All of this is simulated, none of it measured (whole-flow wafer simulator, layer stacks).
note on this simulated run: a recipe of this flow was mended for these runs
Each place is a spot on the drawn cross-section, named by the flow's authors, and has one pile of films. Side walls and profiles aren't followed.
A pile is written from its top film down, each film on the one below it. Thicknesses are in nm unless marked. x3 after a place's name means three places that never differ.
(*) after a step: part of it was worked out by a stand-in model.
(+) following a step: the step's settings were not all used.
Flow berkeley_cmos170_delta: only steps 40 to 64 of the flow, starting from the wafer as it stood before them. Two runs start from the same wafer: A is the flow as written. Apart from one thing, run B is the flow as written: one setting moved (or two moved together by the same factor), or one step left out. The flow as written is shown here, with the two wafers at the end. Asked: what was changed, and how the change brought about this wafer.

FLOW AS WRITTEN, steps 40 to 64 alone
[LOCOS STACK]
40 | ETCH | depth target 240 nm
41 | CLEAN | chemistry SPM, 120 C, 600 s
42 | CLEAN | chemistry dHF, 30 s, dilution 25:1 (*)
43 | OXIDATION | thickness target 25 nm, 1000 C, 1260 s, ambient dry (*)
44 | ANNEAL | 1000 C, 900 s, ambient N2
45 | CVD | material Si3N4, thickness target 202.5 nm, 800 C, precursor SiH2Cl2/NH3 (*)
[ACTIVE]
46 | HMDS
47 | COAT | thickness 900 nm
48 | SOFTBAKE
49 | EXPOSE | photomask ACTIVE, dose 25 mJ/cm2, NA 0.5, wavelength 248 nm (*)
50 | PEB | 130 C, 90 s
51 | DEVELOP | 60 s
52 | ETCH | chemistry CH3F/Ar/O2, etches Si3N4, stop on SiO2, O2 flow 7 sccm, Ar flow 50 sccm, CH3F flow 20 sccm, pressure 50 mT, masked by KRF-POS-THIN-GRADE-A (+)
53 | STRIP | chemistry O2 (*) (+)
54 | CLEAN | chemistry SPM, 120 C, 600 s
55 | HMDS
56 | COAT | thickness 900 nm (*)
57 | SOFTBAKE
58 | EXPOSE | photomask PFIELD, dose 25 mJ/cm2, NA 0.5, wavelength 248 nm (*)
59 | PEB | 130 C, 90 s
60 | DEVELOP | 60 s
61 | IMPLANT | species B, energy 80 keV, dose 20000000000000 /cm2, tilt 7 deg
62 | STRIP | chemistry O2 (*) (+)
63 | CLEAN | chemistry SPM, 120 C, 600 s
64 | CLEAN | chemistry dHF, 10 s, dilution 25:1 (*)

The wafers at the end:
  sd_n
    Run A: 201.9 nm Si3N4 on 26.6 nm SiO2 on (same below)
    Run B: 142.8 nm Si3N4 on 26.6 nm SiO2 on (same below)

Cause: step 45, CVD: thickness target 143.4 nm was run, whereas the flow has thickness target 202.5 nm.

How this came from the change, step by step:
  45 | CVD | material Si3N4, thickness target 202.5 nm, 800 C, precursor SiH2Cl2/NH3 (*)
      field, sd_n, spacer_n and 6 more: A Si3N4 gains 202.5 (new film) | B Si3N4 gains 143.4 (new film)
  52 | ETCH | chemistry CH3F/Ar/O2, etches Si3N4, stop on SiO2, O2 flow 7 sccm, Ar flow 50 sccm, CH3F flow 20 sccm, pressure 50 mT, masked by KRF-POS-THIN-GRADE-A (+)
      sd_n, spacer_n, gate, sd_p, spacer_p, gate_p, contact, m1: A KrF-resist loses 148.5 | B KrF-resist loses 109.1
      field: A Si3N4 loses 202.5 (all of it), SiO2 loses 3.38 | B Si3N4 loses 143.4 (all of it), SiO2 loses 3.38
  53 | STRIP | chemistry O2 (*) (+)
      sd_n, spacer_n, gate, sd_p, spacer_p, gate_p, contact, m1: A KrF-resist loses 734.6 (all of it) | B KrF-resist loses 774 (all of it)
  56 | COAT | thickness 900 nm (*)
      sd_n: A KrF-resist gains 794.3 (new film) | B KrF-resist gains 824.5 (new film)
      spacer_n: A KrF-resist gains 824.6 (new film) | B KrF-resist gains 845.5 (new film)
      (as well as at 6 more places)
  62 | STRIP | chemistry O2 (*) (+)
      sd_n: A KrF-resist loses 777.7 (all of it) | B KrF-resist loses 807.7 (all of it)
      spacer_n: A KrF-resist loses 807.8 (all of it) | B KrF-resist loses 828.8 (all of it)
      (as well as at 6 more places)
